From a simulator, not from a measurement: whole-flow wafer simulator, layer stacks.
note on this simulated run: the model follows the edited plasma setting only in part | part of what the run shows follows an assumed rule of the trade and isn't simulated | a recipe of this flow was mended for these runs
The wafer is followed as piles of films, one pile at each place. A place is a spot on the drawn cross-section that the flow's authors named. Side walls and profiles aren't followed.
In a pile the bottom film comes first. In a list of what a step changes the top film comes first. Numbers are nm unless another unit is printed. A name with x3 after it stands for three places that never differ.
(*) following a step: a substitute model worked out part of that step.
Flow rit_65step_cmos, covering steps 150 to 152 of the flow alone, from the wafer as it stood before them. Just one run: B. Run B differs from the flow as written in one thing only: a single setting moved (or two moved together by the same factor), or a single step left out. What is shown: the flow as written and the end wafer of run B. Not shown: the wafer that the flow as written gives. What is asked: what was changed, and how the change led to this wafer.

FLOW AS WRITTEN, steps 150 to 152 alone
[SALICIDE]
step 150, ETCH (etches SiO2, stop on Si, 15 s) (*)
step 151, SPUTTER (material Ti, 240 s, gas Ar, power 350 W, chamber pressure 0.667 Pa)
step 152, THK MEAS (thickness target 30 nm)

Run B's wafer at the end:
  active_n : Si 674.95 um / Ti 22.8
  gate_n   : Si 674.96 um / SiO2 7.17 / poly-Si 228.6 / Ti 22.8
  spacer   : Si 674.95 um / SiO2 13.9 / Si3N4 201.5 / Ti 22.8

Cause: step 151, SPUTTER: power 266 W was run, while the flow as written has power 350 W.

The path from the change to this, step by step:
  step 151, SPUTTER (material Ti, 240 s, gas Ar, power 350 W, chamber pressure 0.667 Pa)
      field, field_pw, field_nw and 11 more: Ti gains 22.8 (new film) (as written it would have been: Ti gains 30 (new film))
